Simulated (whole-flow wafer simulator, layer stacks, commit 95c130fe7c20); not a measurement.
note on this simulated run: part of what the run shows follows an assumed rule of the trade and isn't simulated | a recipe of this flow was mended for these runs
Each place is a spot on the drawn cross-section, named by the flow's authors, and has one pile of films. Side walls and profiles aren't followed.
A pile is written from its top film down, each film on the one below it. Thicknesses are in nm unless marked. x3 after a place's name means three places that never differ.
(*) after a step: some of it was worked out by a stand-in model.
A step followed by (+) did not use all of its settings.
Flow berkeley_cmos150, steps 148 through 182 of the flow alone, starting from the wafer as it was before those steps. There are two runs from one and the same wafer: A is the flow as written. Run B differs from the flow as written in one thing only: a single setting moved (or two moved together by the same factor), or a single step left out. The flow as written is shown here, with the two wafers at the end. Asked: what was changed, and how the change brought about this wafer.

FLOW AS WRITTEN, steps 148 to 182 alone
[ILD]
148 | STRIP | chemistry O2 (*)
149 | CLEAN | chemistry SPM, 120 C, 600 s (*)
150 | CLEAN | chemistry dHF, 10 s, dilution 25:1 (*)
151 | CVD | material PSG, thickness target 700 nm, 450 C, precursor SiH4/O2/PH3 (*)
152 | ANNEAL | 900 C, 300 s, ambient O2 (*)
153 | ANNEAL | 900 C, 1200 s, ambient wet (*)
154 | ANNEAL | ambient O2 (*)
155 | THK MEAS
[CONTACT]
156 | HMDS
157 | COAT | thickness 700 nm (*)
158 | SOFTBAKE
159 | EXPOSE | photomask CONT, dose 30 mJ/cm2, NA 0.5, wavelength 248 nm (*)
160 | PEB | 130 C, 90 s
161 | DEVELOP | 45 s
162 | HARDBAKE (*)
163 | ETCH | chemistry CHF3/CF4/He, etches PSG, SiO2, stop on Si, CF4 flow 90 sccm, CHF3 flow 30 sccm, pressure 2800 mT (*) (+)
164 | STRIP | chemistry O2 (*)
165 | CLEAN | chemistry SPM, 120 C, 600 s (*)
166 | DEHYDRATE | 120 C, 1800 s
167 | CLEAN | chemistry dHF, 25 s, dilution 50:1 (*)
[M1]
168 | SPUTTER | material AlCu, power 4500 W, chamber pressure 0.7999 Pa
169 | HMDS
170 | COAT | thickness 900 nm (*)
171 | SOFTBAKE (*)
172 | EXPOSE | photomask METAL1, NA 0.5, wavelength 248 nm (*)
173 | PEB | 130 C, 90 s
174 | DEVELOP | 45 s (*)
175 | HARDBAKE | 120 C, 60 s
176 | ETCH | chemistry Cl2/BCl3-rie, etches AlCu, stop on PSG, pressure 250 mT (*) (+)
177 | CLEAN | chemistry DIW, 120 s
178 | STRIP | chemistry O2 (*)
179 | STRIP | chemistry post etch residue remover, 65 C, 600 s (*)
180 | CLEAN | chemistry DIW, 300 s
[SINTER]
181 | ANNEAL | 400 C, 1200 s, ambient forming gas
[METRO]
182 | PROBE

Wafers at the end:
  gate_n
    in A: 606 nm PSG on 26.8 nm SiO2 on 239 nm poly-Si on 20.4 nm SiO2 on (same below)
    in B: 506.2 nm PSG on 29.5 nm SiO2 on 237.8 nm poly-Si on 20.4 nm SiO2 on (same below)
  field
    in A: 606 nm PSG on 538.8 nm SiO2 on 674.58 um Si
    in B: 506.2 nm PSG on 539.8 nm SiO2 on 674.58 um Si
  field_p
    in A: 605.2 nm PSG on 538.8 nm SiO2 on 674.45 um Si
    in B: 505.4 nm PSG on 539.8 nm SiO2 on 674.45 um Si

What caused this: step 151, CVD: thickness target 595 nm was run, whereas the flow has thickness target 700 nm.

Step by step, how the change led to this:
  151 | CVD | material PSG, thickness target 700 nm, 450 C, precursor SiH4/O2/PH3 (*)
      field, field_p, sd_n, gate_n, gate_p, contact, m1: A PSG gains 700 (new film) | B PSG gains 595 (new film)
      sd_p: A PSG gains 639.5 (new film) | B PSG gains 546.2 (new film)
  153 | ANNEAL | 900 C, 1200 s, ambient wet (*)
      sd_n, contact, m1: A PSG loses 35, SiO2 gains 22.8, Si loses 10 | B PSG loses 29.8, SiO2 gains 24.7, Si loses 10.9
      field, field_p: A PSG loses 35, SiO2 gains 16.3, Si loses 7.15 | B PSG loses 29.8, SiO2 gains 17.2, Si loses 7.58
      (also at 3 further places)
  163 | ETCH | chemistry CHF3/CF4/He, etches PSG, SiO2, stop on Si, CF4 flow 90 sccm, CHF3 flow 30 sccm, pressure 2800 mT (*) (+)
      field, field_p, sd_n, gate_n, sd_p, gate_p, m1: A KrF-resist loses 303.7 | B KrF-resist loses 268.7
      contact: A PSG loses 665 (all of it), SiO2 loses 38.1 (all of it), Si loses 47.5 | B PSG loses 565.2 (all of it), SiO2 loses 40 (all of it), Si loses 47.5
  164 | STRIP | chemistry O2 (*)
      field: A KrF-resist loses 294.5 (all of it) | B KrF-resist loses 328.5 (all of it)
      field_p: A KrF-resist loses 397.1 (all of it) | B KrF-resist loses 429.5 (all of it)
      (also at 5 further places)
  168 | SPUTTER | material AlCu, power 4500 W, chamber pressure 0.7999 Pa
      contact: A AlCu gains 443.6 (new film) | B AlCu gains 467.6 (new film)
  170 | COAT | thickness 900 nm (*)
      contact: A thick-KrF-resist gains 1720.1 (new film) | B thick-KrF-resist gains 1628.2 (new film)
  175 | HARDBAKE | 120 C, 60 s
      contact: A thick-KrF-resist loses 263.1 | B thick-KrF-resist loses 249
  178 | STRIP | chemistry O2 (*)
      contact: A thick-KrF-resist loses 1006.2 (all of it) | B thick-KrF-resist loses 928.6 (all of it)
      m1: A thick-KrF-resist loses 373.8 (all of it) | B thick-KrF-resist loses 382.6 (all of it)
